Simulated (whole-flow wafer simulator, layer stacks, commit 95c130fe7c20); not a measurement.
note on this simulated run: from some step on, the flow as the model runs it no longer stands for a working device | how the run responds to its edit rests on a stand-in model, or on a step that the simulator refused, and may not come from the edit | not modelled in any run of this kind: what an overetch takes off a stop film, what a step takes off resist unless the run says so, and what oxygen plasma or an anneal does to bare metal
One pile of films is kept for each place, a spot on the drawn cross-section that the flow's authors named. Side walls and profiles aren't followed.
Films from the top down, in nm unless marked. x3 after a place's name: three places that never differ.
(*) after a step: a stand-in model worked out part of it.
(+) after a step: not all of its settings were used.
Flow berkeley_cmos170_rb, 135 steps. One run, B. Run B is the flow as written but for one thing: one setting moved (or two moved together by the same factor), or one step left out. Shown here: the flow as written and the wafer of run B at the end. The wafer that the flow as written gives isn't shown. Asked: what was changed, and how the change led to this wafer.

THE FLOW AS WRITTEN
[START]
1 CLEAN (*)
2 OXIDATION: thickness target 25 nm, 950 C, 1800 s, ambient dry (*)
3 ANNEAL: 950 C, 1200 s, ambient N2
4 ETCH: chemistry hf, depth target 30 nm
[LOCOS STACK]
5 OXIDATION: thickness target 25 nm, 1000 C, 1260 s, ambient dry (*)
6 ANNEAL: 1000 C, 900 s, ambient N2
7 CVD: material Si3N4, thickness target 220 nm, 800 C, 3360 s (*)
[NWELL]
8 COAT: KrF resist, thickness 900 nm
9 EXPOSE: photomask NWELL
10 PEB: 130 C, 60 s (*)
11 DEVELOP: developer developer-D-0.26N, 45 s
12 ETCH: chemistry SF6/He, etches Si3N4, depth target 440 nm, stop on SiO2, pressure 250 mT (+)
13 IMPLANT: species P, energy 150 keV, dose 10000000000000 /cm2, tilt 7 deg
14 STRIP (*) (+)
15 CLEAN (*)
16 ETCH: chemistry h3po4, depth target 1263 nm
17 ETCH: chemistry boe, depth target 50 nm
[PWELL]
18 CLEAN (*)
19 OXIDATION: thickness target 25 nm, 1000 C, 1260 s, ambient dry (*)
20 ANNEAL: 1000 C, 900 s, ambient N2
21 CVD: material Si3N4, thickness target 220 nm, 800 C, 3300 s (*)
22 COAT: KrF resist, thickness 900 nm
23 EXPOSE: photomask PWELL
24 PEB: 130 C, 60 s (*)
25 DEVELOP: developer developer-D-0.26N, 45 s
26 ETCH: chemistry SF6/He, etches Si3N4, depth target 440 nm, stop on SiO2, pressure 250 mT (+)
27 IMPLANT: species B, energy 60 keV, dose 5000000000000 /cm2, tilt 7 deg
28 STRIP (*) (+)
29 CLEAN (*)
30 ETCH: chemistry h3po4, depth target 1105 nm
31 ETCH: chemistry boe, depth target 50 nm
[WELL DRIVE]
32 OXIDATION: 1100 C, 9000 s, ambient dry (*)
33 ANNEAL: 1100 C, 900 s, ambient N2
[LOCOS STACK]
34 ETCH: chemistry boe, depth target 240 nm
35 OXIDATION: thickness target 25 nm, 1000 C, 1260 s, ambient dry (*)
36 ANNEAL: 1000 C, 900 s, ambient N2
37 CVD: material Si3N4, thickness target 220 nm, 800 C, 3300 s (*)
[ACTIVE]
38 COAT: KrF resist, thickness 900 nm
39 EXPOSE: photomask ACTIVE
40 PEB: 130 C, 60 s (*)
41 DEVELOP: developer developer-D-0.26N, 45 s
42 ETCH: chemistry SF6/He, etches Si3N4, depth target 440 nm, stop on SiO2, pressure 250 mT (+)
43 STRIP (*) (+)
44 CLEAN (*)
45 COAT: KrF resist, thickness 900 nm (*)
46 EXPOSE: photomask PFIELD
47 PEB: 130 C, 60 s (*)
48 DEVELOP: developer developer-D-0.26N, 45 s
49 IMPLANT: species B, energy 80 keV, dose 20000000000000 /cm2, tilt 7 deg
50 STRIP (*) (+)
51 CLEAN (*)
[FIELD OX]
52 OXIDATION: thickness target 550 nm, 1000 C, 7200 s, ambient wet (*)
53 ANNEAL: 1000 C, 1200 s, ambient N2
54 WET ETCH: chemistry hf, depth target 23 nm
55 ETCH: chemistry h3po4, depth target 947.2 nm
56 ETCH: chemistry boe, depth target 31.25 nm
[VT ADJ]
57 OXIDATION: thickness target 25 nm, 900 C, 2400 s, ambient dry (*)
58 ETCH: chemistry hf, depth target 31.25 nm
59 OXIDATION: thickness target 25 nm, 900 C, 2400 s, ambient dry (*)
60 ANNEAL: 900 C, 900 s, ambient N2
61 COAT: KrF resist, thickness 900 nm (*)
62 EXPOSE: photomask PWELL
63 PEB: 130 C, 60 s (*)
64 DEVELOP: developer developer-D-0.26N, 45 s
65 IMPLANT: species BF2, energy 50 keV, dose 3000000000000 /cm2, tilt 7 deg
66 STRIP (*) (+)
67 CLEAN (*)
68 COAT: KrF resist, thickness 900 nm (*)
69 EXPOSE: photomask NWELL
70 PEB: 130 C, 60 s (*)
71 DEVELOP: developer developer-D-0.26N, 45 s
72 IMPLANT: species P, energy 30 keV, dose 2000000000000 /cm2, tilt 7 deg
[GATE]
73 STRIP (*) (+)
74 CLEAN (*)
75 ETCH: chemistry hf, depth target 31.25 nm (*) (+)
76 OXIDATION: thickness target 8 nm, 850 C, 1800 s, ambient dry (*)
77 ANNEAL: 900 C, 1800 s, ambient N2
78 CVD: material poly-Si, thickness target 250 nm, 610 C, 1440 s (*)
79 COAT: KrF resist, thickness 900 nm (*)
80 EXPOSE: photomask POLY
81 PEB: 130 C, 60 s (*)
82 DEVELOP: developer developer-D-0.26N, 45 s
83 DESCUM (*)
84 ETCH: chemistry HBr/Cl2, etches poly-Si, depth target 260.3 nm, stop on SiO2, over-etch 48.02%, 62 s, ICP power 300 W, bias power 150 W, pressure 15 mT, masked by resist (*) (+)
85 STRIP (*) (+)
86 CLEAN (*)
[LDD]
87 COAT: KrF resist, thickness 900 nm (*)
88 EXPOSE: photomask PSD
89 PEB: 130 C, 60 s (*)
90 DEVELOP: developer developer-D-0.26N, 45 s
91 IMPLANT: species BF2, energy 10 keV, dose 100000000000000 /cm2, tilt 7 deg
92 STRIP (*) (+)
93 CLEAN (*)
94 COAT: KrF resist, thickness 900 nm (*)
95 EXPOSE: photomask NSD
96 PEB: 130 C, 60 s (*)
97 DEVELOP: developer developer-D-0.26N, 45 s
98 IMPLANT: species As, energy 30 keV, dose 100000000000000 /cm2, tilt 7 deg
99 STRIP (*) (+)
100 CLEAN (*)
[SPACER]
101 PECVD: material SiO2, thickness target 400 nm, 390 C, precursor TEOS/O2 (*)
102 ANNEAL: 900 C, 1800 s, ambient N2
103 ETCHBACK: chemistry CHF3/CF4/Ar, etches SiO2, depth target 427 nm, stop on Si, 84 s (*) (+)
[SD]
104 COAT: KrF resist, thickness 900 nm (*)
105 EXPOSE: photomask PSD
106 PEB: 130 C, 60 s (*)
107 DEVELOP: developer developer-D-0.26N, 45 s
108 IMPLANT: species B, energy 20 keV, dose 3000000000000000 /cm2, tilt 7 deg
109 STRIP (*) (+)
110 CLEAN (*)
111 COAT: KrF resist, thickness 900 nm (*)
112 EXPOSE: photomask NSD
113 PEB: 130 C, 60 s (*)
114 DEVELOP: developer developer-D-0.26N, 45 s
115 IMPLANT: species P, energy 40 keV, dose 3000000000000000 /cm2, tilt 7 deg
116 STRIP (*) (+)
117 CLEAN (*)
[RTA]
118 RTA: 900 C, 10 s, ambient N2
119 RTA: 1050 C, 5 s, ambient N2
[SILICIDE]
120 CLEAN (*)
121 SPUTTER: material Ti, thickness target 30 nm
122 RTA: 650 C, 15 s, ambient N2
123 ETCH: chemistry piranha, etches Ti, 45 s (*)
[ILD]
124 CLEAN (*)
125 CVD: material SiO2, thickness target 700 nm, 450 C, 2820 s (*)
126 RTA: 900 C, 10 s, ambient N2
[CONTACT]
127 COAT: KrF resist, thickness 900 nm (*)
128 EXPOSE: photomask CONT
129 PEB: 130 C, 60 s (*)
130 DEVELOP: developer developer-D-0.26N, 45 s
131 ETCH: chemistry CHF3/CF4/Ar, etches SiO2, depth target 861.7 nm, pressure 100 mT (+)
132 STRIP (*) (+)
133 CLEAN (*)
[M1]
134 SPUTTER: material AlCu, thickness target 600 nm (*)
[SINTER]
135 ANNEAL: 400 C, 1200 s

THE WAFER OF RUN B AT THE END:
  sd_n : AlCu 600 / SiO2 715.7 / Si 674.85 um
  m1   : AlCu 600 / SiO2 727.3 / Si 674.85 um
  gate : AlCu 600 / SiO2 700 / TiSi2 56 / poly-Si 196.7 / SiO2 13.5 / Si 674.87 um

The cause: step 34, ETCH: depth target 124 nm was run, where the flow has depth target 240 nm.

How the change led to this, step by step:
  34 ETCH: chemistry boe, depth target 240 nm
      field, sd_n, spacer_n and 6 more: SiO2 -124 (as written it would be: SiO2 -197.6 (all of it))
  35 OXIDATION: thickness target 25 nm, 1000 C, 1260 s, ambient dry (*)
      field, sd_n, spacer_n and 6 more: SiO2 +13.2, Si -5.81 (as written it would be: SiO2 +26.6 (new film), Si -11.7)
  52 OXIDATION: thickness target 550 nm, 1000 C, 7200 s, ambient wet (*)
      spacer_n: SiO2 +12.9 (new film), Si3N4 -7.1, SiO2 +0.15, Si -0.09 (as written it would be: SiO2 +12.9 (new film), Si3N4 -7.1)
      gate: SiO2 +12.9 (new film), Si3N4 -7.1, SiO2 +0.09 (as written it would be: SiO2 +12.9 (new film), Si3N4 -7.1, SiO2 +0.08, Si -0.08)
      (and at 7 more places)
  56 ETCH: chemistry boe, depth target 31.25 nm
      spacer_n, gate, gate_p: SiO2 -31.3 (as written it would be: SiO2 -26.6 (all of it))
      sd_p, spacer_p, contact: SiO2 -31.2 (as written it would be: SiO2 -26.6 (all of it))
      (and at 2 more places)
  57 OXIDATION: thickness target 25 nm, 900 C, 2400 s, ambient dry (*)
      gate, spacer_p, gate_p: SiO2 +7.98, Si -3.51 (as written it would be: SiO2 +15 (new film), Si -6.62)
      sd_n: SiO2 +4.56, Si -2.01 (as written it would be: SiO2 +15 (new film), Si -6.62)
      (and at 4 more places)
  58 ETCH: chemistry hf, depth target 31.25 nm
      sd_n, spacer_n, gate, sd_p, spacer_p, gate_p, contact, m1: SiO2 -31.2 (as written it would be: SiO2 -15 (all of it))
  59 OXIDATION: thickness target 25 nm, 900 C, 2400 s, ambient dry (*)
      spacer_n, gate, spacer_p, gate_p: SiO2 +7.84, Si -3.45 (as written it would be: SiO2 +15 (new film), Si -6.62)
      sd_n: SiO2 +6.96, Si -3.06 (as written it would be: SiO2 +15 (new film), Si -6.62)
      (and at 3 more places)
  75 ETCH: chemistry hf, depth target 31.25 nm (*) (+)
      sd_n, gate, spacer_p, gate_p, contact, m1: SiO2 -31.2 (as written it would be: SiO2 -15 (all of it))
      spacer_n, sd_p: SiO2 -31.3 (as written it would be: SiO2 -15 (all of it))
  76 OXIDATION: thickness target 8 nm, 850 C, 1800 s, ambient dry (*)
      gate, spacer_p, gate_p: SiO2 +4.56, Si -2.01 (as written it would be: SiO2 +7.53 (new film), Si -3.31)
      sd_n: SiO2 +3.29, Si -1.45 (as written it would be: SiO2 +7.53 (new film), Si -3.31)
      (and at 4 more places)
  85 STRIP (*) (+)
      gate: KrF resist -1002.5 (all of it) (as written it would be: KrF resist -980 (all of it))
      gate_p: KrF resist -1002.5 (all of it) (as written it would be: KrF resist -979.9 (all of it))
  87 COAT: KrF resist, thickness 900 nm (*)
      gate: KrF resist +720.6 (new film) (as written it would be: KrF resist +706 (new film))
  92 STRIP (*) (+)
      gate: KrF resist -706.4 (all of it) (as written it would be: KrF resist -691.8 (all of it))
  94 COAT: KrF resist, thickness 900 nm (*)
      gate: KrF resist +720.6 (new film) (as written it would be: KrF resist +706 (new film))
  97 DEVELOP: developer developer-D-0.26N, 45 s
      gate: KrF resist -720.6 (all of it) (as written it would be: KrF resist -706 (all of it))
  103 ETCHBACK: chemistry CHF3/CF4/Ar, etches SiO2, depth target 427 nm, stop on Si, 84 s (*) (+)
      sd_n, m1: SiO2 -427 (as written it would be: SiO2 -406.1 (all of it))
      sd_p: SiO2 -405.5 (all of it) (as written it would be: SiO2 -388.4 (all of it))
  104 COAT: KrF resist, thickness 900 nm (*)
      sd_p: KrF resist +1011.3 (new film) (as written it would be: KrF resist +990.7 (new film))
  ... 9 more steps ...
  132 STRIP (*) (+)
      field: KrF resist -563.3 (all of it) (as written it would be: KrF resist -575.3 (all of it))
      sd_n: KrF resist -796.9 (all of it) (as written it would be: KrF resist -780.4 (all of it))
      (and at 1 more place)
